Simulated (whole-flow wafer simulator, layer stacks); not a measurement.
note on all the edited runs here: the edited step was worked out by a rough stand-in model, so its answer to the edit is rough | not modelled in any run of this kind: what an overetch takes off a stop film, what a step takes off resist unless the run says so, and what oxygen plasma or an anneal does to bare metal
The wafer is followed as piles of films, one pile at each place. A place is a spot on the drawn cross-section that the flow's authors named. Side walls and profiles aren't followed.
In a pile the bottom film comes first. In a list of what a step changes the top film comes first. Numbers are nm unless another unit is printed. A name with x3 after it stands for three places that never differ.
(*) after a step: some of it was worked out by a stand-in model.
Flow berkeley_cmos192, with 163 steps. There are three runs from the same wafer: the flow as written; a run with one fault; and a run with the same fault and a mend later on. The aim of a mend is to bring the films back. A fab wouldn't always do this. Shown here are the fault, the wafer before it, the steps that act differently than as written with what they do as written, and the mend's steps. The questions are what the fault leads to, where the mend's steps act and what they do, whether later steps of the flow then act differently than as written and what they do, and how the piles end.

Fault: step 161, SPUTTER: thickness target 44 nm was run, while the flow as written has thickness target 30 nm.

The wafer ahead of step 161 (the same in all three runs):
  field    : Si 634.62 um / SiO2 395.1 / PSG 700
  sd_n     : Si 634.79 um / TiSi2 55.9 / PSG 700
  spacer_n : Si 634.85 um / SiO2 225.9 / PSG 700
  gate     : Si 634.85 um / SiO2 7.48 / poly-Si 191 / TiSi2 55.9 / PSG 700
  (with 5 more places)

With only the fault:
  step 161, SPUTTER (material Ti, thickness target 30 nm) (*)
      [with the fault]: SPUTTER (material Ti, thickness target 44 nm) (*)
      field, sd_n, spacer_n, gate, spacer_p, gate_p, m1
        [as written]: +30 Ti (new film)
        [with the fault]: +44 Ti (new film)
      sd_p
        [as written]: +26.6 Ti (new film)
        [with the fault]: +39.1 Ti (new film)
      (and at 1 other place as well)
  None of the later steps of the flow differs from how it acts as written, at any place that is followed, by more than 2% or 0.5 nm, whichever is larger.
  By the end, the piles at field, sd_n, spacer_n and 6 more depart from the flow's by more than 2% or 0.5 nm, whichever is larger.
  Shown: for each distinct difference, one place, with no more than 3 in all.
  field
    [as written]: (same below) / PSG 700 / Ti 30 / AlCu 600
    [with the fault]: (same below) / PSG 700 / Ti 44 / AlCu 600
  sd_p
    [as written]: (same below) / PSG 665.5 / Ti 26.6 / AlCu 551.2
    [with the fault]: (same below) / PSG 665.5 / Ti 39.1 / AlCu 550.5
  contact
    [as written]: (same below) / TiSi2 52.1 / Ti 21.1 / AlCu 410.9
    [with the fault]: (same below) / TiSi2 52.1 / Ti 30.9 / AlCu 408.6

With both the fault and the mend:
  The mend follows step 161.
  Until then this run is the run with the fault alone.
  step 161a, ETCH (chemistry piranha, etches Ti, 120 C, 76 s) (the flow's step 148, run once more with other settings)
      field, sd_n, spacer_n, gate, spacer_p, gate_p, m1
        -44 Ti (all of it)
      sd_p
        -39.1 Ti (all of it)
      contact
        -30.9 Ti (all of it), -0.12 TiSi2
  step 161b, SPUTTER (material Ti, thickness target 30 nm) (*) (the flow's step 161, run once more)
      field, sd_n, spacer_n, gate, spacer_p, gate_p, m1
        +30 Ti (new film)
      sd_p
        +26.6 Ti (new film)
      contact
        +21.1 Ti (new film)
  None of the later steps of the flow acts differently than as written at any place that is followed.
  When the end is reached, the piles differ only a little from the flow's at the places that both follow, at most by 2% or 0.5 nm, whichever is larger.
